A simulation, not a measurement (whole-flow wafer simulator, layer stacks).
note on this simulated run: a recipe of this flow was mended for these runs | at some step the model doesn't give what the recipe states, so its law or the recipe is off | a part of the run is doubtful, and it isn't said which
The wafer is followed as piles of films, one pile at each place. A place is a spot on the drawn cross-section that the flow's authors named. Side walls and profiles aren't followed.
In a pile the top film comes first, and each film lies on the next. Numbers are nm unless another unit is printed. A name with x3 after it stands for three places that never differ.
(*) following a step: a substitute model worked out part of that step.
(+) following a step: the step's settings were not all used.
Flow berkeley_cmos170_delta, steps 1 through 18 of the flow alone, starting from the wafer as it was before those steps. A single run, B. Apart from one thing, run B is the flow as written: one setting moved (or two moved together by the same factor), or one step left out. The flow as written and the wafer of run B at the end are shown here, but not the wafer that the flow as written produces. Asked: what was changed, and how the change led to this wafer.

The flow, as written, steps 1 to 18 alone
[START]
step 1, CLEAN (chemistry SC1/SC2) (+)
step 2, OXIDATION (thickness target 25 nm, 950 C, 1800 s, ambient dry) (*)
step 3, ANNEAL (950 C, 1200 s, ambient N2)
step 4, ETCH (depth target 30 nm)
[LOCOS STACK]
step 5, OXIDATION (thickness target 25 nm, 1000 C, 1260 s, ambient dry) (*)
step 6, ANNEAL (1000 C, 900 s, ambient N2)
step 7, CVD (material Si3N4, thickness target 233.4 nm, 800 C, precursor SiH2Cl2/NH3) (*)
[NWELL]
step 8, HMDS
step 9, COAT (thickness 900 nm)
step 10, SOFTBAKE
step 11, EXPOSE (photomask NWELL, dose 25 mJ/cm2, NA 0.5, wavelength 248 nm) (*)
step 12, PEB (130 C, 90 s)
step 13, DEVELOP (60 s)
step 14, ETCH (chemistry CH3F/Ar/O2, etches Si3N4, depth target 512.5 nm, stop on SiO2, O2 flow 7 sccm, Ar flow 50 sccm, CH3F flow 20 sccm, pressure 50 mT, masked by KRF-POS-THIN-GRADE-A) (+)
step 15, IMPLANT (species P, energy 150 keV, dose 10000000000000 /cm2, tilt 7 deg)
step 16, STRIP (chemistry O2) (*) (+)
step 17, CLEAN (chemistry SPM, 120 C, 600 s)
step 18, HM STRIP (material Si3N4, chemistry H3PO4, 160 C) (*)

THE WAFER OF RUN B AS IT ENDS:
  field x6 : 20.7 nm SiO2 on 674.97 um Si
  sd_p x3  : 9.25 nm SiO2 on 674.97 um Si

The reason: step 2, OXIDATION: thickness target 60 nm was run, though the flow has thickness target 25 nm; step 2, OXIDATION: 4320 s was run, where the flow has 1800 s.

The path from the change to this, step by step:
  step 2, OXIDATION (thickness target 25 nm, 950 C, 1800 s, ambient dry) (*)
      field x6, sd_p x3: +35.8 SiO2 (new film), -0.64 chemical SiO2 (all of it), -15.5 Si (it would be, as written: +20.7 SiO2 (new film), -0.64 chemical SiO2 (all of it), -8.82 Si)
  step 4, ETCH (depth target 30 nm)
      field x6, sd_p x3: -30 SiO2 (it would be, as written: -20.7 SiO2 (all of it))
  step 5, OXIDATION (thickness target 25 nm, 1000 C, 1260 s, ambient dry) (*)
      field x6, sd_p x3: +22.2 SiO2, -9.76 Si (it would be, as written: +26.6 SiO2 (new film), -11.7 Si)
